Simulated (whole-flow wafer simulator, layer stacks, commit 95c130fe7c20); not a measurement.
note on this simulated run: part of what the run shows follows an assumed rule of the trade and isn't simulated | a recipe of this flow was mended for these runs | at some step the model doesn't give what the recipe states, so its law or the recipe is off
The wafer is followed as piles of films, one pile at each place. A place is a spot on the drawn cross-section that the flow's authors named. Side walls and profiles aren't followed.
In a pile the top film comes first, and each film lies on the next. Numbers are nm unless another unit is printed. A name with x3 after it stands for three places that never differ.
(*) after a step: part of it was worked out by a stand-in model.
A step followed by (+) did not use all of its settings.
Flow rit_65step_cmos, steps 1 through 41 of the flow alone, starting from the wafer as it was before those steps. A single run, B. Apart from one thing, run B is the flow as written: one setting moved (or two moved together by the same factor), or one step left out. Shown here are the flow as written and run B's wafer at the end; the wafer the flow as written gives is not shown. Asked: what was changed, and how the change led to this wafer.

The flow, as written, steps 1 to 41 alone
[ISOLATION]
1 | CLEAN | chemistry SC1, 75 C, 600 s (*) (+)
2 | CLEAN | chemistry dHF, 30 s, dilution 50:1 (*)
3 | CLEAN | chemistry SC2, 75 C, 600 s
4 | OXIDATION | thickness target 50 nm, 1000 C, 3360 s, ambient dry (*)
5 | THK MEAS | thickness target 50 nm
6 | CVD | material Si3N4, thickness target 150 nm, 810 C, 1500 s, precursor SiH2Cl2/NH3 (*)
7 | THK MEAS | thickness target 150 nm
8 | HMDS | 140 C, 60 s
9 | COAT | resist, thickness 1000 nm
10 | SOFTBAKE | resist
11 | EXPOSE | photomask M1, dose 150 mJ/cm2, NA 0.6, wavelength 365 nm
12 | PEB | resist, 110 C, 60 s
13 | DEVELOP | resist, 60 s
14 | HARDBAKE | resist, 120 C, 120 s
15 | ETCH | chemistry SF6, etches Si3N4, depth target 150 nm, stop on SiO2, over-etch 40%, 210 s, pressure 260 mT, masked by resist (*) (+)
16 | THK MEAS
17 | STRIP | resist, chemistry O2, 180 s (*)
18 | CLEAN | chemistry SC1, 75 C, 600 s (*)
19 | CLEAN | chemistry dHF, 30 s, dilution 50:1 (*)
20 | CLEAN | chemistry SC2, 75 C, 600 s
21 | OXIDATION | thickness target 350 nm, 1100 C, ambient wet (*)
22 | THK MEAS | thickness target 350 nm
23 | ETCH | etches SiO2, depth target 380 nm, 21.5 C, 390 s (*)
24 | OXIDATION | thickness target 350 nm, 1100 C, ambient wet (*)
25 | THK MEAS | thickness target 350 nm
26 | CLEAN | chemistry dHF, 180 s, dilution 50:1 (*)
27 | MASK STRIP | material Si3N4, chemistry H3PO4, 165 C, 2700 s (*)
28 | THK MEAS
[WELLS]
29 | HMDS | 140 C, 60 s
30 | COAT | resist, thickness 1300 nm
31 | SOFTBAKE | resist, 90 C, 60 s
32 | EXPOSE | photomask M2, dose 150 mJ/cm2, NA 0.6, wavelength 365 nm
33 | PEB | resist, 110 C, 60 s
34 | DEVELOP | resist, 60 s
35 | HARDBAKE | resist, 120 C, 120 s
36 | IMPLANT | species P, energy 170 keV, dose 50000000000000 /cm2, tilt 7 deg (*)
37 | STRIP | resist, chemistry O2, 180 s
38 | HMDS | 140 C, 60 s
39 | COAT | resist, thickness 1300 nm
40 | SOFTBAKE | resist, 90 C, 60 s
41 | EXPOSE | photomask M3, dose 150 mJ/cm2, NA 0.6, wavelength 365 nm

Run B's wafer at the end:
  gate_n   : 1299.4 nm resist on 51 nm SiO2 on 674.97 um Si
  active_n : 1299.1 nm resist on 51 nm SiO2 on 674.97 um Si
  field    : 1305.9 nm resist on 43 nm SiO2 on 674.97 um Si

Cause: step 6, CVD: thickness target 294 nm was run, whereas the flow has thickness target 150 nm; step 6, CVD: 2944 s was run, where the flow has 1500 s.

Step by step, how the change led to this:
  6 | CVD | material Si3N4, thickness target 150 nm, 810 C, 1500 s, precursor SiH2Cl2/NH3 (*)
      field, field_pw, field_nw and 11 more: Si3N4 gains 294 (new film) (in the flow as written it would be: Si3N4 gains 150 (new film))
  15 | ETCH | chemistry SF6, etches Si3N4, depth target 150 nm, stop on SiO2, over-etch 40%, 210 s, pressure 260 mT, masked by resist (*) (+)
      field, field_pw, field_nw, field_p: Si3N4 loses 210 (in the flow as written it would be: Si3N4 loses 150 (all of it), SiO2 loses 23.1)
  18 | CLEAN | chemistry SC1, 75 C, 600 s (*)
      field, field_pw, field_nw, field_p: Si3N4 loses 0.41 (in the flow as written it would be: SiO2 loses 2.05)
  19 | CLEAN | chemistry dHF, 30 s, dilution 50:1 (*)
      field, field_pw, field_nw, field_p: Si3N4 loses 0.43 (in the flow as written it would be: SiO2 loses 2.78)
  21 | OXIDATION | thickness target 350 nm, 1100 C, ambient wet (*)
      gate_n, gate_p, spacer, spacer_p, sd_n, sd_p, contact, m1: SiO2 gains 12 (new film), Si3N4 loses 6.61 (in the flow as written it would be: SiO2 gains 12 (new film), Si3N4 loses 6.61, SiO2 gains 0.03)
      field, field_p: SiO2 gains 12 (new film), Si3N4 loses 6.61 (in the flow as written it would be: SiO2 gains 328.2, Si loses 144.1)
      (as well as at 2 more places)
  23 | ETCH | etches SiO2, depth target 380 nm, 21.5 C, 390 s (*)
      field, field_p: SiO2 loses 12 (all of it), Si3N4 loses 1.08 (in the flow as written it would be: SiO2 loses 351.3 (all of it), Si loses 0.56)
      field_pw, field_nw: SiO2 loses 12 (all of it), Si3N4 loses 1.08 (in the flow as written it would be: SiO2 loses 355.4 (all of it), Si loses 0.49)
      (as well as at 10 more places)
  24 | OXIDATION | thickness target 350 nm, 1100 C, ambient wet (*)
      field, field_pw, field_nw, field_p: SiO2 gains 12 (new film), Si3N4 loses 6.61 (in the flow as written it would be: SiO2 gains 350 (new film), Si loses 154)
  26 | CLEAN | chemistry dHF, 180 s, dilution 50:1 (*)
      field, field_pw, field_nw, field_p: SiO2 loses 12 (all of it), Si3N4 loses 0.44 (in the flow as written it would be: SiO2 loses 16.7)
  27 | MASK STRIP | material Si3N4, chemistry H3PO4, 165 C, 2700 s (*)
      active_n, active_p, gate_n and 7 more: Si3N4 loses 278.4 (all of it) (in the flow as written it would be: Si3N4 loses 131.8 (all of it), SiO2 loses 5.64)
      field, field_pw, field_nw, field_p: Si3N4 loses 68.4 (all of it), SiO2 loses 8.06 (in the flow as written it would be: SiO2 loses 10.7)
